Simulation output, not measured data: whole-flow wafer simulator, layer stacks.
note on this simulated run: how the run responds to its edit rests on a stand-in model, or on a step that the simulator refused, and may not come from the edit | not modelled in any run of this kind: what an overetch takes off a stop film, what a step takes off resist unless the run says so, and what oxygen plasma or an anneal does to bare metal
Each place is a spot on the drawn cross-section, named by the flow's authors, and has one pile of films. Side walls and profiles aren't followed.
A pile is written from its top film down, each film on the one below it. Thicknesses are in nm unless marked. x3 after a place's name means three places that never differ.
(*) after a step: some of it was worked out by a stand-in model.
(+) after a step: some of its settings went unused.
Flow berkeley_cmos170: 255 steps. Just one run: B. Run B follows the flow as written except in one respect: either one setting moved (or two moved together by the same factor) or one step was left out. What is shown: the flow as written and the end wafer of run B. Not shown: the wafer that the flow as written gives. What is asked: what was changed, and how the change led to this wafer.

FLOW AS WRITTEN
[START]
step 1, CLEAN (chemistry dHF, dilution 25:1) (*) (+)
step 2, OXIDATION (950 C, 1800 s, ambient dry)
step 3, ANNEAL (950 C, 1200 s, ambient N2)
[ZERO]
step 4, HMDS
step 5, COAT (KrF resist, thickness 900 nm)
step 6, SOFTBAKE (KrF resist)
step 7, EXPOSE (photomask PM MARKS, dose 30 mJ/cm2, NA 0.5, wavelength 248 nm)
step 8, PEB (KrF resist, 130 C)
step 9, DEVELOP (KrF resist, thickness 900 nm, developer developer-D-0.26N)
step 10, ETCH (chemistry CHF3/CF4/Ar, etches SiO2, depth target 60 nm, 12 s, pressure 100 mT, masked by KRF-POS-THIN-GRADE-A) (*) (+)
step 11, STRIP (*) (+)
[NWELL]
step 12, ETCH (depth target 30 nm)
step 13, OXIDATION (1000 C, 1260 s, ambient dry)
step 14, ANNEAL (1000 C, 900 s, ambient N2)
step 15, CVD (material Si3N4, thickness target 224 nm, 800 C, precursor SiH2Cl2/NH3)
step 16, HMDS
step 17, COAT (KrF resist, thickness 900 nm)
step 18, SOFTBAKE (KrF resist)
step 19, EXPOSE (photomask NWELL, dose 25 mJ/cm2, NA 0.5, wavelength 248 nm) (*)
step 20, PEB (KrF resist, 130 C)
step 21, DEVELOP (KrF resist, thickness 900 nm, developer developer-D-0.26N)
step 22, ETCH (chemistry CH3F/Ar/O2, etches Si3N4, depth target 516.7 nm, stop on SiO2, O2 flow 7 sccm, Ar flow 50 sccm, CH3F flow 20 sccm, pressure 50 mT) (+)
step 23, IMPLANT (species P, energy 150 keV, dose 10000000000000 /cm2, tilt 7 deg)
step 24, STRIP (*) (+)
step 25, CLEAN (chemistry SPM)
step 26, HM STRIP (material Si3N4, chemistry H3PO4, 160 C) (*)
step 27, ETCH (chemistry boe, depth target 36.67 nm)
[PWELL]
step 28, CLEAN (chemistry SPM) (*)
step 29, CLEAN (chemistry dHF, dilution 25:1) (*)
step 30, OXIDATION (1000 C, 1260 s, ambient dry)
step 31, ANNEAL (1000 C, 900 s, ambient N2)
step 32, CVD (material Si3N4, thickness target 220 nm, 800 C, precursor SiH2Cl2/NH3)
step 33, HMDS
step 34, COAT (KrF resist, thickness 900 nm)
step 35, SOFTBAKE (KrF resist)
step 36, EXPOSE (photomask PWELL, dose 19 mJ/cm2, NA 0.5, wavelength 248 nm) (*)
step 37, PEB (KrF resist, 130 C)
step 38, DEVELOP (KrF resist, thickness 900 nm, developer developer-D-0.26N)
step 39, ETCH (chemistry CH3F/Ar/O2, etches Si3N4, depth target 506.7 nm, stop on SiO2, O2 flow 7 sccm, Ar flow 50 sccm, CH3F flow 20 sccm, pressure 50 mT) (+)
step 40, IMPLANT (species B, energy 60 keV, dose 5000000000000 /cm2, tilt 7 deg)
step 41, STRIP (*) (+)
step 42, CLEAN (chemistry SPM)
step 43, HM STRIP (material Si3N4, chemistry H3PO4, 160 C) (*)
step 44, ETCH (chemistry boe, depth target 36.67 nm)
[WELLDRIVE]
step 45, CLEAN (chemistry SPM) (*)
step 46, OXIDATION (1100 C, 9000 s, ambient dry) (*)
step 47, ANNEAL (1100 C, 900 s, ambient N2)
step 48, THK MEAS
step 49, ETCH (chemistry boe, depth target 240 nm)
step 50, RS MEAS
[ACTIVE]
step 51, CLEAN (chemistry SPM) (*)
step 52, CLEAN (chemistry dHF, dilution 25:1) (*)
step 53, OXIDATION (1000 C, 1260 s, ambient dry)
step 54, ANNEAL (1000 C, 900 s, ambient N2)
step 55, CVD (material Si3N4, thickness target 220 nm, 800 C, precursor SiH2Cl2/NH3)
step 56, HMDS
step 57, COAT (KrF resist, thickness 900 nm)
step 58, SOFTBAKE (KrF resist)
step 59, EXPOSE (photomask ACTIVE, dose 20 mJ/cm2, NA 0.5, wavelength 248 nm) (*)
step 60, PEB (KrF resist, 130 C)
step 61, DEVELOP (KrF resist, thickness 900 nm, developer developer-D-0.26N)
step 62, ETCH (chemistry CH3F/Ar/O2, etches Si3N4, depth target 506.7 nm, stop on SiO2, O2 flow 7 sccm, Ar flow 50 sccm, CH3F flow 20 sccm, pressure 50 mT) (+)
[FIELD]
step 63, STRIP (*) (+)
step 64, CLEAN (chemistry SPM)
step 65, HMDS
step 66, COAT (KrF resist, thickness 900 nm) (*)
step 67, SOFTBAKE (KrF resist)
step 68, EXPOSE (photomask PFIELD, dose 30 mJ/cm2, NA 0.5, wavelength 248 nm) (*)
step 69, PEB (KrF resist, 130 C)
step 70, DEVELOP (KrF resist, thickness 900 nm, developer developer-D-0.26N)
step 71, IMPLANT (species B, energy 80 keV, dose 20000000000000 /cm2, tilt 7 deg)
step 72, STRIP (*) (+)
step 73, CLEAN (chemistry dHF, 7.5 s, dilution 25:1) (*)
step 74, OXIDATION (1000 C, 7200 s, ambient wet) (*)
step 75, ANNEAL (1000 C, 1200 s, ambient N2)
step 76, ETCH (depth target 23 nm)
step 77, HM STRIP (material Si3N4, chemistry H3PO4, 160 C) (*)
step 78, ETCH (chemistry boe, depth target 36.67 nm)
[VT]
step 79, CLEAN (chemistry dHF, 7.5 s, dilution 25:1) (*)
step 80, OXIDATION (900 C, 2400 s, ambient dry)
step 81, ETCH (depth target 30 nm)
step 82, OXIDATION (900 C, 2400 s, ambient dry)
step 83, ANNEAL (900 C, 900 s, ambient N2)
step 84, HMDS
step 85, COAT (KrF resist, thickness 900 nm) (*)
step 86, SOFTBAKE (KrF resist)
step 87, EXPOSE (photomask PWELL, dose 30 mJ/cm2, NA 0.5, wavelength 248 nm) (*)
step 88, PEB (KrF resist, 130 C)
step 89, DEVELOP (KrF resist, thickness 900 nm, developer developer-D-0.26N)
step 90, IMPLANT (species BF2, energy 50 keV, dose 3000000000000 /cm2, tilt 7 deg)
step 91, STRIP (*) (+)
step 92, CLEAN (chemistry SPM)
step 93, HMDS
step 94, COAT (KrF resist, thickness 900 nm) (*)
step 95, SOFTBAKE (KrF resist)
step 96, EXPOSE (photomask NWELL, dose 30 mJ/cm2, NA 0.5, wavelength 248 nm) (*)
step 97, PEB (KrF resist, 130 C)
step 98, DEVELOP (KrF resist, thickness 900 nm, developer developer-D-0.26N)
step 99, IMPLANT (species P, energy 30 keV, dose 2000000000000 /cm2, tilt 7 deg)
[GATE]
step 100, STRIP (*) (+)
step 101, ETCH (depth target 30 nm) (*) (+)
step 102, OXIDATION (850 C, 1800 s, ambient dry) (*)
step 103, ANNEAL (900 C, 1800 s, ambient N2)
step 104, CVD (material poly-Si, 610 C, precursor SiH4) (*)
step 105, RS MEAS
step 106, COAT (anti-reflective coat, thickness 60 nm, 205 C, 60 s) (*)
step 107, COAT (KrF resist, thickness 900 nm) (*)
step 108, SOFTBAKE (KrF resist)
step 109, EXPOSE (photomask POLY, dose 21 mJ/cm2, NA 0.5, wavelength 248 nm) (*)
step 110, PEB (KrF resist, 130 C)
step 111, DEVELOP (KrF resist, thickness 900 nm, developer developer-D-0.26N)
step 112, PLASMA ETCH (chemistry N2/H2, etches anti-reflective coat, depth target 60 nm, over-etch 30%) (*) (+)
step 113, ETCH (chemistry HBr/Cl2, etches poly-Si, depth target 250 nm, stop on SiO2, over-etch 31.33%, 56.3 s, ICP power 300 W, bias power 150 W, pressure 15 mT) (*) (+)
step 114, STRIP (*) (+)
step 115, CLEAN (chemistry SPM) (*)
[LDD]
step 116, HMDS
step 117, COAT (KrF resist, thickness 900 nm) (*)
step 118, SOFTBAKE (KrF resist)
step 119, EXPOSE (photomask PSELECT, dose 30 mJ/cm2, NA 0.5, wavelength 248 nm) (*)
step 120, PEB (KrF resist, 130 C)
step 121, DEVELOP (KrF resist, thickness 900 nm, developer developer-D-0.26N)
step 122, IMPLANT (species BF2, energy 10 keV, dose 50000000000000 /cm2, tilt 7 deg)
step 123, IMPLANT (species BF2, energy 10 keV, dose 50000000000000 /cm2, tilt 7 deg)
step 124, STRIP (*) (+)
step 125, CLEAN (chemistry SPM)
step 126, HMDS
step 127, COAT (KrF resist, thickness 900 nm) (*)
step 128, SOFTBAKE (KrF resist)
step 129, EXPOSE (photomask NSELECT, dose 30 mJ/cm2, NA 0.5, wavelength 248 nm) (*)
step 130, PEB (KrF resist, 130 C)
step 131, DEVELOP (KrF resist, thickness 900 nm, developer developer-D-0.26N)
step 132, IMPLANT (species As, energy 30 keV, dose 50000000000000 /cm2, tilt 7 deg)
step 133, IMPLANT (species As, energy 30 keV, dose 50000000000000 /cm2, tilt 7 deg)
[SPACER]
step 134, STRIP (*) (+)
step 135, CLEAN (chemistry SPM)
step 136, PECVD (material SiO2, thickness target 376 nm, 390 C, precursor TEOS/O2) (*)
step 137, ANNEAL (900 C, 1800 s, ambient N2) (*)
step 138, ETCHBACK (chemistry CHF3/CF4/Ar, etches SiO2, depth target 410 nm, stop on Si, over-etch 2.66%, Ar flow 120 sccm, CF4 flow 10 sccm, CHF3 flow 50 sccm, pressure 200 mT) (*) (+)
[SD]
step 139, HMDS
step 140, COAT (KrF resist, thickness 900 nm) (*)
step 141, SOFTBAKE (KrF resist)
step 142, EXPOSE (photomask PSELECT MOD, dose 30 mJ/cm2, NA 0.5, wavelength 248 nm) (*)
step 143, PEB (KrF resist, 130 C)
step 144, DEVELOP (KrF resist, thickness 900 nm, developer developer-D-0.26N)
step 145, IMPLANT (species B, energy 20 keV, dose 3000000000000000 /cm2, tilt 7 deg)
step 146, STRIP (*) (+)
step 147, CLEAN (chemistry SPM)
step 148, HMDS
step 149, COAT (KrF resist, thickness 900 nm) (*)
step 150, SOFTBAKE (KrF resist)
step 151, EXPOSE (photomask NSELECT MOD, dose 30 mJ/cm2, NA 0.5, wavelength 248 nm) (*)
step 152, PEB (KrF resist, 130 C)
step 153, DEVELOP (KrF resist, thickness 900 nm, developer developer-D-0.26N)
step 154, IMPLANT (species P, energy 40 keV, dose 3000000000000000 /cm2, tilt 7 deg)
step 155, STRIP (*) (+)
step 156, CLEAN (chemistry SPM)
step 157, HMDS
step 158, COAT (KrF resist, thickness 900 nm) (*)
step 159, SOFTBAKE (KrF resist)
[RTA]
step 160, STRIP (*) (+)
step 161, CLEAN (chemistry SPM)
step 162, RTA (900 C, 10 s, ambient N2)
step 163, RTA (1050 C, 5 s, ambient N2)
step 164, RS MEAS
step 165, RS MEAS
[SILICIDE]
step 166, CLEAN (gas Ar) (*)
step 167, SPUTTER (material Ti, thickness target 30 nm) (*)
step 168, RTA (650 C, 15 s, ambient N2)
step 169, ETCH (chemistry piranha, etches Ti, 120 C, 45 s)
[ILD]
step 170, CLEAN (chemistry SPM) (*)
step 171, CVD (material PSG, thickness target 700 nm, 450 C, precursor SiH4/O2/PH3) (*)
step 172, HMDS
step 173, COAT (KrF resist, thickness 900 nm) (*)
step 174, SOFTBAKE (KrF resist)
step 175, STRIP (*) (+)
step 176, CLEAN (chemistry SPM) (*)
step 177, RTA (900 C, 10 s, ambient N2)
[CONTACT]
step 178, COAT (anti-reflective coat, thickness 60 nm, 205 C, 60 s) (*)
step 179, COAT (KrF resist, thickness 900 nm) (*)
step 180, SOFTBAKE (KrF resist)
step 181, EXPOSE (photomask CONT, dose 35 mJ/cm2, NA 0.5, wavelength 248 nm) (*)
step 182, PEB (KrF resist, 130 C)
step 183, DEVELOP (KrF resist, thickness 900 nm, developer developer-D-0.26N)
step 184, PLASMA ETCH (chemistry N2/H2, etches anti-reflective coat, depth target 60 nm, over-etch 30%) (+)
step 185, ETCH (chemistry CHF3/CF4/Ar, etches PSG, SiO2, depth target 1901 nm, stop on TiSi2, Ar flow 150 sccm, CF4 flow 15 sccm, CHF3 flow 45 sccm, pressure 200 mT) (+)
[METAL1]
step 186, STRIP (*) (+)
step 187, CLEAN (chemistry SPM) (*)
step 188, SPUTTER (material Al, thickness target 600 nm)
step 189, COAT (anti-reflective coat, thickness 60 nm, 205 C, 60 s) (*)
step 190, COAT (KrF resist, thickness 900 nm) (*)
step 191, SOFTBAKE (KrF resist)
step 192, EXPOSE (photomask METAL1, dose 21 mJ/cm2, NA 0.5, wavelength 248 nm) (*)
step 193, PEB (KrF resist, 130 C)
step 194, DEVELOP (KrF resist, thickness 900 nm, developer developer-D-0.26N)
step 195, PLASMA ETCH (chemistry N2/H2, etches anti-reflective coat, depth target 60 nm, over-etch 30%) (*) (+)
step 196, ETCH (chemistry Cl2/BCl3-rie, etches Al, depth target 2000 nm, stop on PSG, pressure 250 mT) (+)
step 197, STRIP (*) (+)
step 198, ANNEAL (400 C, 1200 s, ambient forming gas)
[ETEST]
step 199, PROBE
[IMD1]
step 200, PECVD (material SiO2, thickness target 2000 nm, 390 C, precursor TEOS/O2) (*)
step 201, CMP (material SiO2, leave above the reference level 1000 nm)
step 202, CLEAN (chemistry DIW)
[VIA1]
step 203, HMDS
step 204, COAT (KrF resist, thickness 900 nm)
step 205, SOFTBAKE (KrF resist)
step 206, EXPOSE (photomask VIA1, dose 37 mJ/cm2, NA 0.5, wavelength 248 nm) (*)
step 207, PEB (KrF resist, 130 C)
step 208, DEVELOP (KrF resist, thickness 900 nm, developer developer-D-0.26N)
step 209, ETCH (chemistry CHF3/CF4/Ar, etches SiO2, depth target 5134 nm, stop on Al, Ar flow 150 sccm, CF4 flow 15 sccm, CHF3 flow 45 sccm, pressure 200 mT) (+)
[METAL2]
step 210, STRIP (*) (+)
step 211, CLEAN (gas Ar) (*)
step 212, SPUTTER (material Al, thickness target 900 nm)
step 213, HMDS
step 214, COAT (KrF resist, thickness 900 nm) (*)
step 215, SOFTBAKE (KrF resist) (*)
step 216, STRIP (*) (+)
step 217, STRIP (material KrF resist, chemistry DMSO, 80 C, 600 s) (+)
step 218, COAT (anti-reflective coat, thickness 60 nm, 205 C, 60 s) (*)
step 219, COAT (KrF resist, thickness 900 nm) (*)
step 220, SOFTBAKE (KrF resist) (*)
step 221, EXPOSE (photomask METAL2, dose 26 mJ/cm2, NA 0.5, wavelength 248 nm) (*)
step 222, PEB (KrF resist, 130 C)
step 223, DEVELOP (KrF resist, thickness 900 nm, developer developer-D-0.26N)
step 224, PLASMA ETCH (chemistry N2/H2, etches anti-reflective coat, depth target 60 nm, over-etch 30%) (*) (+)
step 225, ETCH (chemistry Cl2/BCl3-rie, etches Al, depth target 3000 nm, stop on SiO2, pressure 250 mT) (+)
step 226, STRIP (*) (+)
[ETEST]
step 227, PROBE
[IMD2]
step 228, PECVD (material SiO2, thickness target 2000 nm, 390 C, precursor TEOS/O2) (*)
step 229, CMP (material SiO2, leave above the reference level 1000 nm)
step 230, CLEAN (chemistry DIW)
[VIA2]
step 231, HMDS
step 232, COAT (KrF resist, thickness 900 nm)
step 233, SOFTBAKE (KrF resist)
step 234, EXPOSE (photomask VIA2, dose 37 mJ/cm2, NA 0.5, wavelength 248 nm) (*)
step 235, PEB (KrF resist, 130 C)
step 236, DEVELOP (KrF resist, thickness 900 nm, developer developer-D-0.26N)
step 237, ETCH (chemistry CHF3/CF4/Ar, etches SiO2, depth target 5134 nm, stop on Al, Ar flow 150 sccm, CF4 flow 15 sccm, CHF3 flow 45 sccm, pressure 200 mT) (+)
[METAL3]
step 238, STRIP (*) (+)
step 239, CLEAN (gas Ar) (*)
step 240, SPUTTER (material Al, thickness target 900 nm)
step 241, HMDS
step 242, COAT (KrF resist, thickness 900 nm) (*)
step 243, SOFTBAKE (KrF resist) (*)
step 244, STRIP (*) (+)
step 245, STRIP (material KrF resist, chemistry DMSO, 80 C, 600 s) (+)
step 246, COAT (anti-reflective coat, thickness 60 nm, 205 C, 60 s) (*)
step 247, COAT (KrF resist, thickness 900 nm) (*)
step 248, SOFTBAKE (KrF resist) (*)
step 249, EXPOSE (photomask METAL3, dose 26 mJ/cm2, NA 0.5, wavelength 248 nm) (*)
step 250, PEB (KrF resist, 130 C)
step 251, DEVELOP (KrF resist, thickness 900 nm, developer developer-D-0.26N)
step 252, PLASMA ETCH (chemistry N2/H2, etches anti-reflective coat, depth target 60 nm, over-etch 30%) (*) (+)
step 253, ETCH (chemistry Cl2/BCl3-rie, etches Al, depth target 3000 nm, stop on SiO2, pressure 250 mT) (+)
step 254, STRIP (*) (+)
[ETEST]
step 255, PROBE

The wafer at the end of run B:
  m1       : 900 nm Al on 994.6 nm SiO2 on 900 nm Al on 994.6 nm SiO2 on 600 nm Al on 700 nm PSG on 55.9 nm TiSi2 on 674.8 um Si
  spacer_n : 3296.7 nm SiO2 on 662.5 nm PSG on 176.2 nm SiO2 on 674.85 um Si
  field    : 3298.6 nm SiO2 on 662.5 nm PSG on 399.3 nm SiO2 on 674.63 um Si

Cause: step 81, ETCH: depth target 11.22 nm was run, while the flow as written has depth target 30 nm.

Step by step, how the change led to this:
  step 81, ETCH (depth target 30 nm)
      sd_n, spacer_n, gate_n and 8 more: SiO2 loses 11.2 (in the flow as written it would be: SiO2 loses 14.9 (all of it))
      field: SiO2 loses 11.2 (in the flow as written it would be: SiO2 loses 30)
  step 82, OXIDATION (900 C, 2400 s, ambient dry)
      sd_n, spacer_n, gate_n and 8 more: SiO2 gains 12, Si loses 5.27 (in the flow as written it would be: SiO2 gains 14.9 (new film), Si loses 6.57)
  step 101, ETCH (depth target 30 nm) (*) (+)
      sd_n, spacer_n, gate_n and 8 more: SiO2 loses 15.7 (all of it) (in the flow as written it would be: SiO2 loses 14.9 (all of it))
  step 106, COAT (anti-reflective coat, thickness 60 nm, 205 C, 60 s) (*)
      field: anti-reflective coat gains 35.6 (new film) (in the flow as written it would be: anti-reflective coat gains 34.7 (new film))
      sd_n: anti-reflective coat gains 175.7 (new film) (in the flow as written it would be: anti-reflective coat gains 158.6 (new film))
      (also at 7 further places)
  step 112, PLASMA ETCH (chemistry N2/H2, etches anti-reflective coat, depth target 60 nm, over-etch 30%) (*) (+)
      field: anti-reflective coat loses 35.6 (all of it), poly-Si loses 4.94 (in the flow as written it would be: anti-reflective coat loses 34.7 (all of it), poly-Si loses 4.4)
      sd_n: anti-reflective coat loses 175.7 (all of it), poly-Si loses 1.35 (in the flow as written it would be: anti-reflective coat loses 158.6 (all of it), poly-Si loses 1.22)
      (also at 8 further places)
  step 114, STRIP (*) (+)
      gate_n: chemical SiO2 gains 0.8 (new film), KrF resist loses 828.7 (all of it), anti-reflective coat loses 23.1 (all of it), poly-Si loses 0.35 (in the flow as written it would be: chemical SiO2 gains 0.8 (new film), KrF resist loses 812.6 (all of it), anti-reflective coat loses 27.3 (all of it), poly-Si loses 0.35)
      gate_p: chemical SiO2 gains 0.8 (new film), KrF resist loses 791 (all of it), anti-reflective coat loses 27.4 (all of it), poly-Si loses 0.35 (in the flow as written it would be: chemical SiO2 gains 0.8 (new film), KrF resist loses 782.1 (all of it), anti-reflective coat loses 29.6 (all of it), poly-Si loses 0.35)
  step 178, COAT (anti-reflective coat, thickness 60 nm, 205 C, 60 s) (*)
      sd_n: anti-reflective coat gains 146.2 (new film) (in the flow as written it would be: anti-reflective coat gains 135.1 (new film))
      gate_n: anti-reflective coat gains 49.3 (new film) (in the flow as written it would be: anti-reflective coat gains 48.3 (new film))
      (also at 2 further places)
  step 184, PLASMA ETCH (chemistry N2/H2, etches anti-reflective coat, depth target 60 nm, over-etch 30%) (+)
      contact: anti-reflective coat loses 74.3 (all of it), PSG loses 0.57 (in the flow as written it would be: anti-reflective coat loses 72.8 (all of it), PSG loses 0.56)
  step 186, STRIP (*) (+)
      sd_n: KrF resist loses 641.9 (all of it), anti-reflective coat loses 146.2 (all of it) (in the flow as written it would be: KrF resist loses 643.8 (all of it), anti-reflective coat loses 135.1 (all of it))
      gate_n: KrF resist loses 561.4 (all of it), anti-reflective coat loses 49.3 (all of it) (in the flow as written it would be: KrF resist loses 553.1 (all of it), anti-reflective coat loses 48.3 (all of it))
      (also at 1 further place)
  step 189, COAT (anti-reflective coat, thickness 60 nm, 205 C, 60 s) (*)
      gate_n: anti-reflective coat gains 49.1 (new film) (in the flow as written it would be: anti-reflective coat gains 48 (new film))
      sd_p: anti-reflective coat gains 89.2 (new film) (in the flow as written it would be: anti-reflective coat gains 86.5 (new film))
      (also at 1 further place)
  step 195, PLASMA ETCH (chemistry N2/H2, etches anti-reflective coat, depth target 60 nm, over-etch 30%) (*) (+)
      contact, m1, via1, m2, via2: KrF resist loses 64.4 (in the flow as written it would be: KrF resist loses 62.5)
      gate_n: anti-reflective coat loses 49.1 (all of it) (in the flow as written it would be: anti-reflective coat loses 48 (all of it))
      (also at 1 further place)
  step 196, ETCH (chemistry Cl2/BCl3-rie, etches Al, depth target 2000 nm, stop on PSG, pressure 250 mT) (+)
      sd_p: Al loses 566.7 (all of it), PSG loses 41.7 (in the flow as written it would be: Al loses 573.8 (all of it), PSG loses 40.8)
  step 197, STRIP (*) (+)
      m2: KrF resist loses 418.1 (all of it), anti-reflective coat loses 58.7 (all of it) (in the flow as written it would be: KrF resist loses 412.9 (all of it), anti-reflective coat loses 61.1 (all of it))
  step 201, CMP (material SiO2, leave above the reference level 1000 nm)
      field: SiO2 loses 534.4 (in the flow as written it would be: SiO2 loses 517)
